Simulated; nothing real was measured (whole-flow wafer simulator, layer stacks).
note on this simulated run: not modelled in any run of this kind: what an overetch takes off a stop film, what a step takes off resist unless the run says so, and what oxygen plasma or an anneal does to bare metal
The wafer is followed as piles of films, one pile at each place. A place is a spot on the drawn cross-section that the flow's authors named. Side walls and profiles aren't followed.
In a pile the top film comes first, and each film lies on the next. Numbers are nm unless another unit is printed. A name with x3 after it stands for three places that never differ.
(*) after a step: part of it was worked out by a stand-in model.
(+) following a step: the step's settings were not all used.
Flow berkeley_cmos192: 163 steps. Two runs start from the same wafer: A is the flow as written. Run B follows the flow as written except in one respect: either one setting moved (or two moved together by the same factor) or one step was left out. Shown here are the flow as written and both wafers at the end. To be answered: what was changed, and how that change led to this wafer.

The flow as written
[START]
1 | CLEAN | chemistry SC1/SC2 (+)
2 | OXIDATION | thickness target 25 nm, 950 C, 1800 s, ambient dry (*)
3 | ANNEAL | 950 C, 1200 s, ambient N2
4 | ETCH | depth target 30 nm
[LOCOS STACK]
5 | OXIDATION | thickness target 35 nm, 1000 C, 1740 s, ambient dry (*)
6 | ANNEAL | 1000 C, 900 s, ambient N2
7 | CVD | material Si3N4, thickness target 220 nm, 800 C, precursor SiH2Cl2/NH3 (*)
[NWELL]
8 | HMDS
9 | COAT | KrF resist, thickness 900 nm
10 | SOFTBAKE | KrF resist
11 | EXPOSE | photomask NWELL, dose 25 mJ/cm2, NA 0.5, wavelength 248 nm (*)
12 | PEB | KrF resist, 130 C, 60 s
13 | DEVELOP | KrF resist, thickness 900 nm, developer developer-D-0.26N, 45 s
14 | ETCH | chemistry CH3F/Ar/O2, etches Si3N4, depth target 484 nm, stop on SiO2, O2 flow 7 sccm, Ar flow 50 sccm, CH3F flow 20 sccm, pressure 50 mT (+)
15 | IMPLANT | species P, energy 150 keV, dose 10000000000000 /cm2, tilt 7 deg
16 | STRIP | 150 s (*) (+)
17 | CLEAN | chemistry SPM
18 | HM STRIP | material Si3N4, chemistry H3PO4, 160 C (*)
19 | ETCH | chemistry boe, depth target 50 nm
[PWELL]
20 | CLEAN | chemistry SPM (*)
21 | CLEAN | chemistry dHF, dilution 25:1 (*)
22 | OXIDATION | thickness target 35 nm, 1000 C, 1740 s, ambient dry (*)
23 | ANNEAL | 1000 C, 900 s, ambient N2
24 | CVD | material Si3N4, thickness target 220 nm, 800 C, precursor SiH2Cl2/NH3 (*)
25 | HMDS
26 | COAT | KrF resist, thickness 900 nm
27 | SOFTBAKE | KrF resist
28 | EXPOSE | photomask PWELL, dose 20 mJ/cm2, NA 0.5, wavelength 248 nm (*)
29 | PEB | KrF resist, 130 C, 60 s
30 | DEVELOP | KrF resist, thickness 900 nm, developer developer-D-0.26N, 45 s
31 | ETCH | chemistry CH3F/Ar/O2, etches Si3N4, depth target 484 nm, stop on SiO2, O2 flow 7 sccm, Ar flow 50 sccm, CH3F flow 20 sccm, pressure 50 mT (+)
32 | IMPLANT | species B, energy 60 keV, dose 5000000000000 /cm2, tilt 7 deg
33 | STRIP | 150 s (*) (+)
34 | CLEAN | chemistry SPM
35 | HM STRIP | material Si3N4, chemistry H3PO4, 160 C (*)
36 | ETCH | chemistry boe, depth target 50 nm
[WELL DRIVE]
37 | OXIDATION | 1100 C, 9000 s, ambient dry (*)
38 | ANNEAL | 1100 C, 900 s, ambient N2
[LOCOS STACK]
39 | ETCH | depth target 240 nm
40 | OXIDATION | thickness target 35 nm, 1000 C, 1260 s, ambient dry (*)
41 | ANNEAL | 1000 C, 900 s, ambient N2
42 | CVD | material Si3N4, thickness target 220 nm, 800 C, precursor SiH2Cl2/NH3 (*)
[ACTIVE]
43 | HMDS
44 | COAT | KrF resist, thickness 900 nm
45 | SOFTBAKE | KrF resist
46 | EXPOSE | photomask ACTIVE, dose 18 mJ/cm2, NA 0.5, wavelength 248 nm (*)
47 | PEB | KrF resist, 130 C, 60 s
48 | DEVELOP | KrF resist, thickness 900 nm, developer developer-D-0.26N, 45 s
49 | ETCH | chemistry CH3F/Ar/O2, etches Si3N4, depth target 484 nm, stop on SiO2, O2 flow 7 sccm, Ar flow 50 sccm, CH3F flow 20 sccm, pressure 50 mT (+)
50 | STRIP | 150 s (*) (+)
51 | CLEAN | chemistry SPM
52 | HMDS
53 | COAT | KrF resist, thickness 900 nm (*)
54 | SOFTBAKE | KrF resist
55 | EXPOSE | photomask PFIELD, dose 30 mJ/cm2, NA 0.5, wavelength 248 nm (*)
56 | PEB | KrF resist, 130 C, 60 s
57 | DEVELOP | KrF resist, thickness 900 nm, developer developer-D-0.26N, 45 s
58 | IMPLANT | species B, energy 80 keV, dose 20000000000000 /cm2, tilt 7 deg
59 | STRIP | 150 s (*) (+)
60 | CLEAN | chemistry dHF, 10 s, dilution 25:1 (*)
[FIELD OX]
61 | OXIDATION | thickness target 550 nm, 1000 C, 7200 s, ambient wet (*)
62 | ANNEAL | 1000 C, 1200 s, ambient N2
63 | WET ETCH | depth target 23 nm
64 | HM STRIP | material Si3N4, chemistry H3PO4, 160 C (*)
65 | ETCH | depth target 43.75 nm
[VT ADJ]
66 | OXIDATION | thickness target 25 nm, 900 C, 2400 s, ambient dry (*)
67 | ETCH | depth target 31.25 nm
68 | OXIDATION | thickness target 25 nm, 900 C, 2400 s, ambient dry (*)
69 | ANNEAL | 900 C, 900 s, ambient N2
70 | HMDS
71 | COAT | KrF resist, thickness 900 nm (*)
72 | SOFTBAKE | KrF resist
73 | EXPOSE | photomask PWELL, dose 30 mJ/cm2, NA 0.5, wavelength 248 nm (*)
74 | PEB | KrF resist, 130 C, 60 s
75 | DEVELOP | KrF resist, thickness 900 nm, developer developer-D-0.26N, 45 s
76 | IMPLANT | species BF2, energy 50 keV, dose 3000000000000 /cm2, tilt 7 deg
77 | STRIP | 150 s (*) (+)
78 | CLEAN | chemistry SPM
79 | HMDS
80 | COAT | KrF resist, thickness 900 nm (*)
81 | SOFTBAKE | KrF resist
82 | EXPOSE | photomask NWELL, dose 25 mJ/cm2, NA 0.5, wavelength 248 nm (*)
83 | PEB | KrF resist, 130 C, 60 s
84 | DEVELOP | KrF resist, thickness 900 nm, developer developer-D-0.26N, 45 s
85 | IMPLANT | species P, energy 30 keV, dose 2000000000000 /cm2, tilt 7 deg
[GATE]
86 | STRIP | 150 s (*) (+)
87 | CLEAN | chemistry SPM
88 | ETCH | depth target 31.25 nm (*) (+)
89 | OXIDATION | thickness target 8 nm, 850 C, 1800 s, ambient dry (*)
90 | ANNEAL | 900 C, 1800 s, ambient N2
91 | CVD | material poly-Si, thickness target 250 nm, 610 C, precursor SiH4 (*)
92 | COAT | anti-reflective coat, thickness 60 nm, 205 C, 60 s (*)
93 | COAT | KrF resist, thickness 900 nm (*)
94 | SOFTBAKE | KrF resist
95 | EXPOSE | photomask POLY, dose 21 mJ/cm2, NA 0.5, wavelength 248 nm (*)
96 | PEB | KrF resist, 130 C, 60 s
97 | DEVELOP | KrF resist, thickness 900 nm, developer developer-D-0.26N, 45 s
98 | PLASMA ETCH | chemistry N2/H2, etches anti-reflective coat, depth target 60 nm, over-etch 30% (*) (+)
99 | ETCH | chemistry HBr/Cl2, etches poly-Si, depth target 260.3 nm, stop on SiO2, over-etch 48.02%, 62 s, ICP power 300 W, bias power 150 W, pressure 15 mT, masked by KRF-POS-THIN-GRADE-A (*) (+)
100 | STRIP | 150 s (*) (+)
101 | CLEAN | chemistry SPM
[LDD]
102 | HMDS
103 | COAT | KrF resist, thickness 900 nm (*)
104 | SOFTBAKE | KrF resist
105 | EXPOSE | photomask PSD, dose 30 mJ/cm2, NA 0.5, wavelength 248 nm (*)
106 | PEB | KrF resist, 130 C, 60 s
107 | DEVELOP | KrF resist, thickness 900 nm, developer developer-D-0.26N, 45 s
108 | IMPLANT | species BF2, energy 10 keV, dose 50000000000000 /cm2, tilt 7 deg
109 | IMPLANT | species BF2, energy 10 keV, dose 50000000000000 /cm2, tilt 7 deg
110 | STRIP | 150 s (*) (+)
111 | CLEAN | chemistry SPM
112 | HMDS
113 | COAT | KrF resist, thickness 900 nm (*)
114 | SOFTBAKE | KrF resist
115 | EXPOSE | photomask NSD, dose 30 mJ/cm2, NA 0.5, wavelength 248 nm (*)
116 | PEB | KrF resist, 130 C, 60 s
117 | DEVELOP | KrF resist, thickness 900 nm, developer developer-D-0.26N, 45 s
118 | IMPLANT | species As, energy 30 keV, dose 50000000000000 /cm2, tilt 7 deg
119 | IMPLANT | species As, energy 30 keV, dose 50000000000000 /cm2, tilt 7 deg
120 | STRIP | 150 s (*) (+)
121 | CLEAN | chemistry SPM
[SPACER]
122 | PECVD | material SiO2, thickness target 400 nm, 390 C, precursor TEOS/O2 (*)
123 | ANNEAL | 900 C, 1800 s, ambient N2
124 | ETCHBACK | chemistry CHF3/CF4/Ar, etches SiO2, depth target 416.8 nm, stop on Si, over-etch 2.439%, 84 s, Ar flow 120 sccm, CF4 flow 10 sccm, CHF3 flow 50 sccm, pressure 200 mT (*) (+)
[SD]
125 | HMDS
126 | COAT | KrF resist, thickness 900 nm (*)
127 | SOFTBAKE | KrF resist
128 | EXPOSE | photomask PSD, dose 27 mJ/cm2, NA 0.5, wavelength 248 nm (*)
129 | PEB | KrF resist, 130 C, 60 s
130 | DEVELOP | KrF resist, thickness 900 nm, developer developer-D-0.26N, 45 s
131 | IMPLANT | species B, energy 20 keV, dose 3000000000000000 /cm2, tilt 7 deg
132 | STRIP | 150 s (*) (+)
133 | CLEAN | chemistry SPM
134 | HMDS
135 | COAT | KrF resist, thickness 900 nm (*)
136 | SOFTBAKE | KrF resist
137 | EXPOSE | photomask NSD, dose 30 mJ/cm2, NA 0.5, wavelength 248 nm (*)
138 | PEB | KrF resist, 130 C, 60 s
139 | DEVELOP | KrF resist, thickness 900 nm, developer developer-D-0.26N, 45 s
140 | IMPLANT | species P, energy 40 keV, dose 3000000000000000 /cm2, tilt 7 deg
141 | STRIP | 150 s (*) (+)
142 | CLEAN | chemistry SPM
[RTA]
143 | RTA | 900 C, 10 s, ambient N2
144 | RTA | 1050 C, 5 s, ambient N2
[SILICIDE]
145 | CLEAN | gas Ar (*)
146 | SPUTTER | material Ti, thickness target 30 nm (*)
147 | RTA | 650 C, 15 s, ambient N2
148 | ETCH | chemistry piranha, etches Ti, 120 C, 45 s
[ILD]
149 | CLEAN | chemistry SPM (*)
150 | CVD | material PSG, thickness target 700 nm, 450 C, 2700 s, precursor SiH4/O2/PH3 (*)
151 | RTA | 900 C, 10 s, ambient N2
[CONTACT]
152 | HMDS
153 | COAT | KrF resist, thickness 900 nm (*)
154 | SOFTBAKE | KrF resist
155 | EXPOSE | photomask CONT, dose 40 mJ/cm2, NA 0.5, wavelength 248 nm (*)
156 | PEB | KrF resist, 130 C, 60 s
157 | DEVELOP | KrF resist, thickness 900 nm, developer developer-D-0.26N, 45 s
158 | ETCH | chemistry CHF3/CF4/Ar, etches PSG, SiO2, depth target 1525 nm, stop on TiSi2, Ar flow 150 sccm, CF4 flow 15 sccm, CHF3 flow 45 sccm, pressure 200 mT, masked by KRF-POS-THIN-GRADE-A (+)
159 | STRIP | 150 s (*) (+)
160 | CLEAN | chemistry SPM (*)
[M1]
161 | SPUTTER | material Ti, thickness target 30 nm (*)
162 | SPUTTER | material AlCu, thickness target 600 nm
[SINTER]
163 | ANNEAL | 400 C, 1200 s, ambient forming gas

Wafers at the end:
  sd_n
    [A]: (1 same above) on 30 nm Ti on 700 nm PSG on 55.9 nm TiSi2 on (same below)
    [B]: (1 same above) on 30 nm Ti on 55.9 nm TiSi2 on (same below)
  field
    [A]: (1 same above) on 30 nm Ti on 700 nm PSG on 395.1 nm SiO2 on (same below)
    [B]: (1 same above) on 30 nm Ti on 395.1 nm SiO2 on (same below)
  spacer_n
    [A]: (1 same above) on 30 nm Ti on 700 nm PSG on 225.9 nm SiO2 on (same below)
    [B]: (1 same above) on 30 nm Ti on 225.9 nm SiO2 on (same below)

The reason: step 150, CVD: material PSG, thickness target 700 nm, 450 C, 2700 s, precursor SiH4/O2/PH3 (*), was not run.

The path from the change to this, step by step:
  153 | COAT | KrF resist, thickness 900 nm (*)
      spacer_n: A KrF resist gains 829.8 (new film) | B KrF resist gains 794.3 (new film)
      gate: A KrF resist gains 809.7 (new film) | B KrF resist gains 768.7 (new film)
      (as well as at 3 more places)
  158 | ETCH | chemistry CHF3/CF4/Ar, etches PSG, SiO2, depth target 1525 nm, stop on TiSi2, Ar flow 150 sccm, CF4 flow 15 sccm, CHF3 flow 45 sccm, pressure 200 mT, masked by KRF-POS-THIN-GRADE-A (+)
      contact: A PSG loses 700 (all of it), TiSi2 loses 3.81 | B TiSi2 loses 33.3
      field, sd_n, spacer_n, gate, sd_p, spacer_p, gate_p, m1: A KrF resist loses 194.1 | B KrF resist loses 175
  159 | STRIP | 150 s (*) (+)
      spacer_n: A KrF resist loses 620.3 (all of it) | B KrF resist loses 603.8 (all of it)
      gate: A KrF resist loses 600.1 (all of it) | B KrF resist loses 578.3 (all of it)
      (as well as at 3 more places)
  161 | SPUTTER | material Ti, thickness target 30 nm (*)
      sd_p: A Ti gains 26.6 (new film) | B Ti gains 28.1 (new film)
      contact: A Ti gains 21.1 (new film) | B Ti gains 29.6 (new film)
  162 | SPUTTER | material AlCu, thickness target 600 nm
      sd_p: A AlCu gains 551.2 (new film) | B AlCu gains 566.7 (new film)
      contact: A AlCu gains 410.9 (new film) | B AlCu gains 600 (new film)
